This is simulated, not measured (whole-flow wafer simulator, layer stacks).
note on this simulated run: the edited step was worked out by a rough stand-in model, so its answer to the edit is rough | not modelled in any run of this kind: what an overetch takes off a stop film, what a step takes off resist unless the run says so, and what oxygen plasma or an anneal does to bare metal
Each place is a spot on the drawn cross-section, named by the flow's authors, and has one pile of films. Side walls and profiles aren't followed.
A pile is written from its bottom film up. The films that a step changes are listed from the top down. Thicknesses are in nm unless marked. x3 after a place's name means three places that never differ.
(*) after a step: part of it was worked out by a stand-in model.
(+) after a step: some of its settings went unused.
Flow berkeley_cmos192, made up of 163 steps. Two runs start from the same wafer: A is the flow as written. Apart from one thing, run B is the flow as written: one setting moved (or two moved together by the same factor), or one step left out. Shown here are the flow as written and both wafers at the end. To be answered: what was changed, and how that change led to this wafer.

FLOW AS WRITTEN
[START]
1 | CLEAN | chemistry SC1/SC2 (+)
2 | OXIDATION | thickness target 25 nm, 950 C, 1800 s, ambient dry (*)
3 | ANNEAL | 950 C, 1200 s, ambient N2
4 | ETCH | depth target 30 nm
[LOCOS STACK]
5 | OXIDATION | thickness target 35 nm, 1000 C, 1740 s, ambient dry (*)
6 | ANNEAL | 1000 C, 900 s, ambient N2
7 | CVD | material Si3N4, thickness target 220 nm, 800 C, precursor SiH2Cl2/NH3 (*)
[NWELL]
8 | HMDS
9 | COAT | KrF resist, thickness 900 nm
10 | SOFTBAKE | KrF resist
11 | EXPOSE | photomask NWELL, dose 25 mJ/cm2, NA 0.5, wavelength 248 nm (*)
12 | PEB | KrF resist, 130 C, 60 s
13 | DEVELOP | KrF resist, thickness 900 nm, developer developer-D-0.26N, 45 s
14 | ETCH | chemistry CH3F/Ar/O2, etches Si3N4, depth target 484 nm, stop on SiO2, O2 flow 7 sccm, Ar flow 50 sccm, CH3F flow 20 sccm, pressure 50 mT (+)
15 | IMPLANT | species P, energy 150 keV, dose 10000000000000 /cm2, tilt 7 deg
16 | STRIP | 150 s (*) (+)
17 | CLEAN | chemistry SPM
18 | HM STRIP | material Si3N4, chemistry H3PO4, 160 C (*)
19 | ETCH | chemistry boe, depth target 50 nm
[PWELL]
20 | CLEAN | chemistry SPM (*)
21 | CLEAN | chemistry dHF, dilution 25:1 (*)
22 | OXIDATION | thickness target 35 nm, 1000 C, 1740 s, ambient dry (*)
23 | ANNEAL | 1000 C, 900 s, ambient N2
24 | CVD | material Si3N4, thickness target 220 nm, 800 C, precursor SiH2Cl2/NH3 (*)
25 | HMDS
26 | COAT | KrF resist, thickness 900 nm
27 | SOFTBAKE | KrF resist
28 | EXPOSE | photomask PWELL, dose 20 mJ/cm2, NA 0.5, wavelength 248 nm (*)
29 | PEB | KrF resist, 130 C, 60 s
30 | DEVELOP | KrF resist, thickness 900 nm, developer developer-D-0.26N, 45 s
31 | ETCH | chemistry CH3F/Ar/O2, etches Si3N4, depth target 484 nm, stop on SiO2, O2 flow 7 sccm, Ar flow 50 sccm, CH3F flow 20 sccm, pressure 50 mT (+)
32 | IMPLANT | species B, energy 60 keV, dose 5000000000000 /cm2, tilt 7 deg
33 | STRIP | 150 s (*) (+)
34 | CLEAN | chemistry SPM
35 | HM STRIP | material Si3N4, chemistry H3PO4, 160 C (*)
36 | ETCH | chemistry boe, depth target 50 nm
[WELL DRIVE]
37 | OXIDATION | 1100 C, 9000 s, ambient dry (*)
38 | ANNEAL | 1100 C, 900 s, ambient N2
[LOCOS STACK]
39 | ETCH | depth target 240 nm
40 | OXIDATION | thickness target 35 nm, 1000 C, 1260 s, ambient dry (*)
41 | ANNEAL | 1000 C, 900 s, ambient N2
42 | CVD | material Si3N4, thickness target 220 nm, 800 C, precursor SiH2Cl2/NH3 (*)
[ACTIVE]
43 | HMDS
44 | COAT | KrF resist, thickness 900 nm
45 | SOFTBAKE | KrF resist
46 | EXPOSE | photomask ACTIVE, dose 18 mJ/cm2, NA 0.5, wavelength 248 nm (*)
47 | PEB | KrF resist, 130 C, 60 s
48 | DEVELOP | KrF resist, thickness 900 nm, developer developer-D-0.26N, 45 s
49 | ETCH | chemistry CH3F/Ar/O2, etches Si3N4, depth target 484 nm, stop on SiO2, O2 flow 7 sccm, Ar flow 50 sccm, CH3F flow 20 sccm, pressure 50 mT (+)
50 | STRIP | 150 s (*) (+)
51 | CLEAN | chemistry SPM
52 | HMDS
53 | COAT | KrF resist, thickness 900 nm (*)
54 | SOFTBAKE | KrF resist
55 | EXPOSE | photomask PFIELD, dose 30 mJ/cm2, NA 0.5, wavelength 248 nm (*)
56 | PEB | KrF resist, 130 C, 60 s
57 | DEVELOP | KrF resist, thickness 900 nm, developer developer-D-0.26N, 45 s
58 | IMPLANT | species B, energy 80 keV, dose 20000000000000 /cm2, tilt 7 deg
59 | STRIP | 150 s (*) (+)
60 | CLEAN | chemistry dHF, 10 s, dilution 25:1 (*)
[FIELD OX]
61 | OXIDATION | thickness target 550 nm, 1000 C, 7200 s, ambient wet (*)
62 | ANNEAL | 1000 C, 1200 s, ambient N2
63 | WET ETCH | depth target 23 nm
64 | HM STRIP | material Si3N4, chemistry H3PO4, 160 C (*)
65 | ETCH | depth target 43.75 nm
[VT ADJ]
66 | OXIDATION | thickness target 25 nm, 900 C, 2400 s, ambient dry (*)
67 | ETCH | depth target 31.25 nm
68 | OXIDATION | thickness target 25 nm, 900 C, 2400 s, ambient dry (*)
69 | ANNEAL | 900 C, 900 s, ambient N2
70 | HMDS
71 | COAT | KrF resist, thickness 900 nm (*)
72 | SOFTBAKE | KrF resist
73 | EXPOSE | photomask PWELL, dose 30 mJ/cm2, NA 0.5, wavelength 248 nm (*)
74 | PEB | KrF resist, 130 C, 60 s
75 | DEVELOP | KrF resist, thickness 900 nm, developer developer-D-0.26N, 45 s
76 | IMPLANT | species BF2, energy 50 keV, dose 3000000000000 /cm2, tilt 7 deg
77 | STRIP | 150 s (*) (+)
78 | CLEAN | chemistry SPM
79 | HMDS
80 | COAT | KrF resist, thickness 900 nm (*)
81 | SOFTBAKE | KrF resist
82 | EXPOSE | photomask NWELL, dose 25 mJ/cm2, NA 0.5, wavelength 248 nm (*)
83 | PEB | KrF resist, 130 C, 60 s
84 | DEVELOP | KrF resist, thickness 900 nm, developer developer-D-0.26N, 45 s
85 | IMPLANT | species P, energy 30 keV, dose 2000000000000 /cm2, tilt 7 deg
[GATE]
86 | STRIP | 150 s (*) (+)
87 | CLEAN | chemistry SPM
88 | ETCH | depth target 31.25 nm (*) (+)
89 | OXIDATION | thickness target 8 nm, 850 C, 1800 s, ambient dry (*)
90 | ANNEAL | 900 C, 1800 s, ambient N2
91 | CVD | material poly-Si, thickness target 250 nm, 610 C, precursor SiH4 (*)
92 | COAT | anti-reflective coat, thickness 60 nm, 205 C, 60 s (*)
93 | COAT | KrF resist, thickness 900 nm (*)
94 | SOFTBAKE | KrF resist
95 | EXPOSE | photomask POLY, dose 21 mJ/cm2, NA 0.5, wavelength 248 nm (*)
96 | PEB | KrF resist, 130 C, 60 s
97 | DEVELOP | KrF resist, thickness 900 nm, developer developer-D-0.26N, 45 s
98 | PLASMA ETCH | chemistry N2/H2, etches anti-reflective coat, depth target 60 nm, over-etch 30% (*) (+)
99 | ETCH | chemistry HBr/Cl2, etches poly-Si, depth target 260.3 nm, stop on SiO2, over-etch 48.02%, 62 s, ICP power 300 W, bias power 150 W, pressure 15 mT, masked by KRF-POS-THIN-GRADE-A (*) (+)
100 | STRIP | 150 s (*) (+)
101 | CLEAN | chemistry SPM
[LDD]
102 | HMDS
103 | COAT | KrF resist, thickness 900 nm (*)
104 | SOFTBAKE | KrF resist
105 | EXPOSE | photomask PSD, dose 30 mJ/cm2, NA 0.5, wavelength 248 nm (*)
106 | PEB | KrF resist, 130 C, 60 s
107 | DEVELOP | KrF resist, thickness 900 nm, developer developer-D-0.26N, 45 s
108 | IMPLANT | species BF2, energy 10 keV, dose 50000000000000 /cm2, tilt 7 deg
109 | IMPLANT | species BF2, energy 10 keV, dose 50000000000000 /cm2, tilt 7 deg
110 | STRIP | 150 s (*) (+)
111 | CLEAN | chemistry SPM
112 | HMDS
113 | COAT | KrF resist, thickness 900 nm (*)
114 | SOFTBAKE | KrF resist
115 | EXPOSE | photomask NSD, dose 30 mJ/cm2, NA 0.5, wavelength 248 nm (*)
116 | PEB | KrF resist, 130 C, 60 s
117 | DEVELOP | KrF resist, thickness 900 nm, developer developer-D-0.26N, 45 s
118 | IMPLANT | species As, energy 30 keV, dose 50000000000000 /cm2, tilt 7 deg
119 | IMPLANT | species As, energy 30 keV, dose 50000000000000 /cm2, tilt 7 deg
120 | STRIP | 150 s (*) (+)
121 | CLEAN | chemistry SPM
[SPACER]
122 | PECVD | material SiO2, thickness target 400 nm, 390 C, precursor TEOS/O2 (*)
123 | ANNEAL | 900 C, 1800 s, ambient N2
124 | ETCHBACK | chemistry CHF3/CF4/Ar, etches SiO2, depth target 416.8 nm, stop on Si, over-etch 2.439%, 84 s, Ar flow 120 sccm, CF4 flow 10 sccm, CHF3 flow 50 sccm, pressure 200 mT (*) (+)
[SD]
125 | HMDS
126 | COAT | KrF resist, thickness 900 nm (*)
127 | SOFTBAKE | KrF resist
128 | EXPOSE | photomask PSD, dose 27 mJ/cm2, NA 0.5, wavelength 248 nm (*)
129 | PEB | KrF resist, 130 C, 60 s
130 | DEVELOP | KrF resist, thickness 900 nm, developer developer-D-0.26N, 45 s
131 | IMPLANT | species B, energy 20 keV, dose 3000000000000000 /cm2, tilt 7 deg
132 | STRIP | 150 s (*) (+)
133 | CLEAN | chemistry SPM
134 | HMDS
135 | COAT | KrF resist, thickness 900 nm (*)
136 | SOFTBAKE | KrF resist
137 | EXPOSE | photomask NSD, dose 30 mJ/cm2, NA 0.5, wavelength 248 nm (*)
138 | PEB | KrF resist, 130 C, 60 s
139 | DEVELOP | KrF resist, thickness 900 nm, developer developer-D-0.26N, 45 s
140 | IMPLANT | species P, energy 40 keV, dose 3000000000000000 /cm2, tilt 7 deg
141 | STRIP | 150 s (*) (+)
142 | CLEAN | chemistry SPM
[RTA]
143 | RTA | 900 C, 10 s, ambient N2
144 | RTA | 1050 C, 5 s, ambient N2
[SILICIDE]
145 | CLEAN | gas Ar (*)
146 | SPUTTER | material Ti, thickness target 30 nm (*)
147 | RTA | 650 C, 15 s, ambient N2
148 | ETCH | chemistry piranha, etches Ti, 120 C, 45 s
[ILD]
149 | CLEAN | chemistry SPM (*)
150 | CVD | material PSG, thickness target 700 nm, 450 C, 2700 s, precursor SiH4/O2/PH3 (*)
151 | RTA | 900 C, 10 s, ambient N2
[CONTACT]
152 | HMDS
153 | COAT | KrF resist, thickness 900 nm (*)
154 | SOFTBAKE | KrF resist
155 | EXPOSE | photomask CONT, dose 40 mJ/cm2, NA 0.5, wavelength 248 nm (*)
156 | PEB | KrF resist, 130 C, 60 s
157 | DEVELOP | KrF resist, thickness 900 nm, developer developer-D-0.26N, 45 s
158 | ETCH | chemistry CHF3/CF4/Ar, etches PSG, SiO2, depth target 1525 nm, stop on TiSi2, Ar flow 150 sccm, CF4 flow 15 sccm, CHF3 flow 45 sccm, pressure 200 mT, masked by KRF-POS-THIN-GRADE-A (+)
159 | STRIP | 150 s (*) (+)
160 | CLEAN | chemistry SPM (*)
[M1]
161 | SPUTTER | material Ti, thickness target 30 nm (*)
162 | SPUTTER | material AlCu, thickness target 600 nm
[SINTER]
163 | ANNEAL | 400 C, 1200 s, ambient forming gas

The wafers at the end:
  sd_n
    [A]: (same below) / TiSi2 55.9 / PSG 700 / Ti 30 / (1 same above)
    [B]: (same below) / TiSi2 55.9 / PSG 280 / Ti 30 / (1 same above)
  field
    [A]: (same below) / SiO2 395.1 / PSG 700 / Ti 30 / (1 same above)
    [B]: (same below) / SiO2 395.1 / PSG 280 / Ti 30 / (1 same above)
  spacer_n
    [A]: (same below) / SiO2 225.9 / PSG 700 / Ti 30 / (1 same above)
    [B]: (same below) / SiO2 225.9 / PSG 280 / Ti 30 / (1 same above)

What caused this: step 150, CVD: thickness target 280 nm was run, though the flow has thickness target 700 nm.
The wafer lets one read it off: sd_n has PSG 280, and step 150 as written asks for 700 nm.

How this came from the change, step by step:
  150 | CVD | material PSG, thickness target 700 nm, 450 C, 2700 s, precursor SiH4/O2/PH3 (*)
      field, sd_n, spacer_n, gate, spacer_p, gate_p, contact, m1: A PSG gains 700 (new film) | B PSG gains 280 (new film)
      sd_p: A PSG gains 665.5 (new film) | B PSG gains 268.8 (new film)
  153 | COAT | KrF resist, thickness 900 nm (*)
      sd_p: A KrF resist gains 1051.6 (new film) | B KrF resist gains 1024.3 (new film)
  158 | ETCH | chemistry CHF3/CF4/Ar, etches PSG, SiO2, depth target 1525 nm, stop on TiSi2, Ar flow 150 sccm, CF4 flow 15 sccm, CHF3 flow 45 sccm, pressure 200 mT, masked by KRF-POS-THIN-GRADE-A (+)
      field, sd_n, spacer_n, gate, sd_p, spacer_p, gate_p, m1: A KrF resist loses 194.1 | B KrF resist loses 89.1
      contact: A PSG loses 700 (all of it), TiSi2 loses 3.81 | B PSG loses 280 (all of it), TiSi2 loses 3.81
  159 | STRIP | 150 s (*) (+)
      field: A KrF resist loses 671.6 (all of it) | B KrF resist loses 769.3 (all of it)
      sd_n: A KrF resist loses 792.3 (all of it) | B KrF resist loses 893.6 (all of it)
      (and at 6 other places as well)
  161 | SPUTTER | material Ti, thickness target 30 nm (*)
      contact: A Ti gains 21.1 (new film) | B Ti gains 26.2 (new film)
  162 | SPUTTER | material AlCu, thickness target 600 nm
      contact: A AlCu gains 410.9 (new film) | B AlCu gains 534.3 (new film)
